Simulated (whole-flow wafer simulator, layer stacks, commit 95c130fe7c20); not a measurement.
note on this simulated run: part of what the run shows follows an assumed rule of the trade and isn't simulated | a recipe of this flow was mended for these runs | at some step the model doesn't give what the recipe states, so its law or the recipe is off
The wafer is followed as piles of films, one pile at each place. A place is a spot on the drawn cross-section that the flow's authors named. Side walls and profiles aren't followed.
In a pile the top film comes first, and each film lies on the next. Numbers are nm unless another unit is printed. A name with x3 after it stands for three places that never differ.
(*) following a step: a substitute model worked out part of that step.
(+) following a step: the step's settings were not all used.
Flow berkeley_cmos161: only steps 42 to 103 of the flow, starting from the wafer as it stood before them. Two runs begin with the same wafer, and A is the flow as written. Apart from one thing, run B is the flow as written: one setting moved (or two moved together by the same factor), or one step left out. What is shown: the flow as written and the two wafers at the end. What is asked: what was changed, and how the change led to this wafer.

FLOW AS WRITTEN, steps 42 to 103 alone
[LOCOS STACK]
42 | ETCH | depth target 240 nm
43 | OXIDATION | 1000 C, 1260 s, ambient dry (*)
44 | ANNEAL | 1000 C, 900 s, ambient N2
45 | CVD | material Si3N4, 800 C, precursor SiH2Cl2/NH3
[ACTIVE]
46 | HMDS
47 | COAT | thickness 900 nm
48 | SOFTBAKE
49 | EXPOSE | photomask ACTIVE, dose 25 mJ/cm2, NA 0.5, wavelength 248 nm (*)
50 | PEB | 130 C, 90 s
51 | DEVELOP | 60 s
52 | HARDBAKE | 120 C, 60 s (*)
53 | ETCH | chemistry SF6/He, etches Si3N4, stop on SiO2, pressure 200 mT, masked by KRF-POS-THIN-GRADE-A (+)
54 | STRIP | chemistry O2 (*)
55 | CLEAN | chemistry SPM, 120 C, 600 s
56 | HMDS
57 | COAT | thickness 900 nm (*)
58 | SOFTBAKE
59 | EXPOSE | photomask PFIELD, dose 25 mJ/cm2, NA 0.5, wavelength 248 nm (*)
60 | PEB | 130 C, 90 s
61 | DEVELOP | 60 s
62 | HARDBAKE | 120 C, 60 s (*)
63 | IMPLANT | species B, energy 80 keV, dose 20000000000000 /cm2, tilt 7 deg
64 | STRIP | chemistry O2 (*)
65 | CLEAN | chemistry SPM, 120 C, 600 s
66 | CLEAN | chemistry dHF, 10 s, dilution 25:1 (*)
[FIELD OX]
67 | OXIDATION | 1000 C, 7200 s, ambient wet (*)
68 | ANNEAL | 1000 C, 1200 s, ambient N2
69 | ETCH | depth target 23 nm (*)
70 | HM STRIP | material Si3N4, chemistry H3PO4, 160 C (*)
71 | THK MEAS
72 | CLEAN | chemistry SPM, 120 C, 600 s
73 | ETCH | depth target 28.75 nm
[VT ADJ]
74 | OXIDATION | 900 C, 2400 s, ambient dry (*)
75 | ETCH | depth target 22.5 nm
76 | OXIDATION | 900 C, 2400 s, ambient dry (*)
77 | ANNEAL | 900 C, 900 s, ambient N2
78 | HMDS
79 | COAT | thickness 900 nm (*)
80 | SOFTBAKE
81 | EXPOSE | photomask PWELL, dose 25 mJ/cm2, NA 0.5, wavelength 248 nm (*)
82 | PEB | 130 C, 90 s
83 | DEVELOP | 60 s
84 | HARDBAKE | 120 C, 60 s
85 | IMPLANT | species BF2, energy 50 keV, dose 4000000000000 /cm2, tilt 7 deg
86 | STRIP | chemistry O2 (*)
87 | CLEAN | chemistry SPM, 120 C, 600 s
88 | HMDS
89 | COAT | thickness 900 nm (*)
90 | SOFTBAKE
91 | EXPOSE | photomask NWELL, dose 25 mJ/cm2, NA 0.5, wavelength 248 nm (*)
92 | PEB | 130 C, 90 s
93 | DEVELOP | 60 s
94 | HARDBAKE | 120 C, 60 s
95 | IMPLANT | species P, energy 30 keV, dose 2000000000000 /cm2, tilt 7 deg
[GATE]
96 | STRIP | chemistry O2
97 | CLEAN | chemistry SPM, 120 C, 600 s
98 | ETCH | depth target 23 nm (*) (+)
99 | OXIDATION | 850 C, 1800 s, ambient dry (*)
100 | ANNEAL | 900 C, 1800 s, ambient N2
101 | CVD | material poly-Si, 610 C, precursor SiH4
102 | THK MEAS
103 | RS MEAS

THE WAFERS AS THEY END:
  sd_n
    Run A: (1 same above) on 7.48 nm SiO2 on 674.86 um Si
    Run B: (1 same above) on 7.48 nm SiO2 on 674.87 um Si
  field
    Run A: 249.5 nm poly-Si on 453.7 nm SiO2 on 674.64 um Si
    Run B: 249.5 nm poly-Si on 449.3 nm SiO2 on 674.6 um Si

The reason: step 43, OXIDATION: 700 C was run, while the flow as written has 1000 C.

How this came from the change, step by step:
  43 | OXIDATION | 1000 C, 1260 s, ambient dry (*)
      field, sd_n, spacer_n and 6 more: A SiO2 gains 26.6 (new film), Si loses 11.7 | B SiO2 gains 2.25 (new film), Si loses 0.99
  53 | ETCH | chemistry SF6/He, etches Si3N4, stop on SiO2, pressure 200 mT, masked by KRF-POS-THIN-GRADE-A (+)
      field: A Si3N4 loses 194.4 (all of it), SiO2 loses 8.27 | B Si3N4 loses 194.4 (all of it), SiO2 loses 2.25 (all of it), Si loses 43
  54 | STRIP | chemistry O2 (*)
      field: A nothing | B chemical SiO2 gains 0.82 (new film), Si loses 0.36
  57 | COAT | thickness 900 nm (*)
      sd_n: A KrF-resist gains 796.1 (new film) | B KrF-resist gains 777.5 (new film)
      m1: A KrF-resist gains 797.6 (new film) | B KrF-resist gains 779.9 (new film)
  64 | STRIP | chemistry O2 (*)
      sd_n: A KrF-resist loses 779.3 (all of it) | B KrF-resist loses 760.8 (all of it)
      m1: A KrF-resist loses 780.8 (all of it) | B KrF-resist loses 763.2 (all of it)
  66 | CLEAN | chemistry dHF, 10 s, dilution 25:1 (*)
      field: A SiO2 loses 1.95 | B chemical SiO2 loses 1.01 (all of it)
  67 | OXIDATION | 1000 C, 7200 s, ambient wet (*)
      sd_n, sd_p: A SiO2 gains 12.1 (new film), Si3N4 loses 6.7, SiO2 gains 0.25, Si loses 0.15 | B SiO2 gains 12.1 (new film), Si3N4 loses 6.7
      field: A SiO2 gains 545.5, Si loses 240 | B SiO2 gains 557.4 (new film), Si loses 245.2
  70 | HM STRIP | material Si3N4, chemistry H3PO4, 160 C (*)
      sd_n, spacer_n, gate_n, sd_p, spacer_p, gate_p, contact, m1: A Si3N4 loses 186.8 (all of it), SiO2 loses 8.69 | B chemical SiO2 gains 0.5 (new film), Si3N4 loses 186.8 (all of it), SiO2 loses 2.25 (all of it), Si loses 0.22
  73 | ETCH | depth target 28.75 nm
      spacer_n, gate_n, spacer_p, gate_p, contact, m1: A SiO2 loses 17.9 (all of it) | B chemical SiO2 loses 0.8 (all of it)
      sd_n, sd_p: A SiO2 loses 18.1 (all of it) | B chemical SiO2 loses 0.8 (all of it)
  79 | COAT | thickness 900 nm (*)
      sd_n: A KrF-resist gains 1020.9 (new film) | B KrF-resist gains 993.3 (new film)
      sd_p: A KrF-resist gains 999.3 (new film) | B KrF-resist gains 977 (new film)
      (as well as at 2 more places)
  83 | DEVELOP | 60 s
      sd_n: A KrF-resist loses 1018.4 (all of it) | B KrF-resist loses 990.9 (all of it)
      contact: A KrF-resist loses 992.3 (all of it) | B KrF-resist loses 971.5 (all of it)
      (as well as at 1 more place)
  84 | HARDBAKE | 120 C, 60 s
      sd_p: A KrF-resist loses 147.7 | B KrF-resist loses 144.4
  86 | STRIP | chemistry O2 (*)
      sd_p: A KrF-resist loses 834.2 (all of it) | B KrF-resist loses 815.3 (all of it)
  89 | COAT | thickness 900 nm (*)
      sd_n: A KrF-resist gains 1020.9 (new film) | B KrF-resist gains 993.3 (new film)
      sd_p: A KrF-resist gains 999.3 (new film) | B KrF-resist gains 977 (new film)
      (as well as at 2 more places)
  93 | DEVELOP | 60 s
      sd_p: A KrF-resist loses 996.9 (all of it) | B KrF-resist loses 974.6 (all of it)
  94 | HARDBAKE | 120 C, 60 s
      sd_n: A KrF-resist loses 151 | B KrF-resist loses 146.8
      contact: A KrF-resist loses 147 | B KrF-resist loses 143.9
      (as well as at 1 more place)
  96 | STRIP | chemistry O2
      sd_n: A KrF-resist loses 852.5 (all of it) | B KrF-resist loses 829.1 (all of it)
      contact: A KrF-resist loses 830.3 (all of it) | B KrF-resist loses 812.6 (all of it)
      (as well as at 1 more place)
